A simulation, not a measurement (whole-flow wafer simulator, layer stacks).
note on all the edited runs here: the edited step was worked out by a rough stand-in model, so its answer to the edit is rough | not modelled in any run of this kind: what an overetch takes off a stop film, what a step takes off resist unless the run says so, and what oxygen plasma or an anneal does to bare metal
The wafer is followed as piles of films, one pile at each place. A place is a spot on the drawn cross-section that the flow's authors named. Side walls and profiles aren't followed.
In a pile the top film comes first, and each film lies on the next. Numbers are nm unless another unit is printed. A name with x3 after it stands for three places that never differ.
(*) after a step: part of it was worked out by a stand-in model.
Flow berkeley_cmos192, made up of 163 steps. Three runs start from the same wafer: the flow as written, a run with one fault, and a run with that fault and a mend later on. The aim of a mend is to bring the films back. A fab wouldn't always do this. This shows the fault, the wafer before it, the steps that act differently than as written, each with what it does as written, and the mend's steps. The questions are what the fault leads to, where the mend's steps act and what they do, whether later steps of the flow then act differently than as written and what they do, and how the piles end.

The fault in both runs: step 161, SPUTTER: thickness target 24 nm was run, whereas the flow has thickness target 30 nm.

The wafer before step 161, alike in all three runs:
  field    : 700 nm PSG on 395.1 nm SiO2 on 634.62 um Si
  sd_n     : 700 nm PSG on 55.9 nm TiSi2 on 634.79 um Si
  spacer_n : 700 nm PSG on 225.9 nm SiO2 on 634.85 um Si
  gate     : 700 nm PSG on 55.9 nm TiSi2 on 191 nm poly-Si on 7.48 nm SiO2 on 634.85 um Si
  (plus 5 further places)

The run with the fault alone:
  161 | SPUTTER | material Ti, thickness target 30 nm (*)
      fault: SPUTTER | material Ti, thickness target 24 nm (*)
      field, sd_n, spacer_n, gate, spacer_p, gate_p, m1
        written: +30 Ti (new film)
        fault: +24 Ti (new film)
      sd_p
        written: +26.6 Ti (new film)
        fault: +21.3 Ti (new film)
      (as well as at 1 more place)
  Every later step of the flow that is run acts as written, at every place that is followed, to within 2% or 0.5 nm, whichever is larger.
  The piles end different from the flow's at field, sd_n, spacer_n and 6 more by more than 2% or 0.5 nm, whichever is larger.
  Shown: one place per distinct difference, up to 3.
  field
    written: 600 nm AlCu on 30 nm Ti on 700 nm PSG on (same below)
    fault: 600 nm AlCu on 24 nm Ti on 700 nm PSG on (same below)
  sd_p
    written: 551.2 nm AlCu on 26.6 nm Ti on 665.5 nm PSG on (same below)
    fault: 551.5 nm AlCu on 21.3 nm Ti on 665.5 nm PSG on (same below)
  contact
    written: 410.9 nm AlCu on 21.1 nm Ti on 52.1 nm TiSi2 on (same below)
    fault: 411.9 nm AlCu on 16.9 nm Ti on 52.1 nm TiSi2 on (same below)

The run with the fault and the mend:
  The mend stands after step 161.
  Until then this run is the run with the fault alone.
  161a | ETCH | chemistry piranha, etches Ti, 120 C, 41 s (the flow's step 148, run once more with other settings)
      field, sd_n, spacer_n, gate, spacer_p, gate_p, m1
        -24 Ti (all of it)
      sd_p
        -21.3 Ti (all of it)
      contact
        -16.9 Ti (all of it), -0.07 TiSi2
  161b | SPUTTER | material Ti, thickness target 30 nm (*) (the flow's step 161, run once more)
      field, sd_n, spacer_n, gate, spacer_p, gate_p, m1
        +30 Ti (new film)
      sd_p
        +26.6 Ti (new film)
      contact
        +21.1 Ti (new film)
  Every later step of the flow that is run acts as written at every place that is followed.
  When the end is reached, the piles differ only a little from the flow's at the places that both follow, at most by 2% or 0.5 nm, whichever is larger.
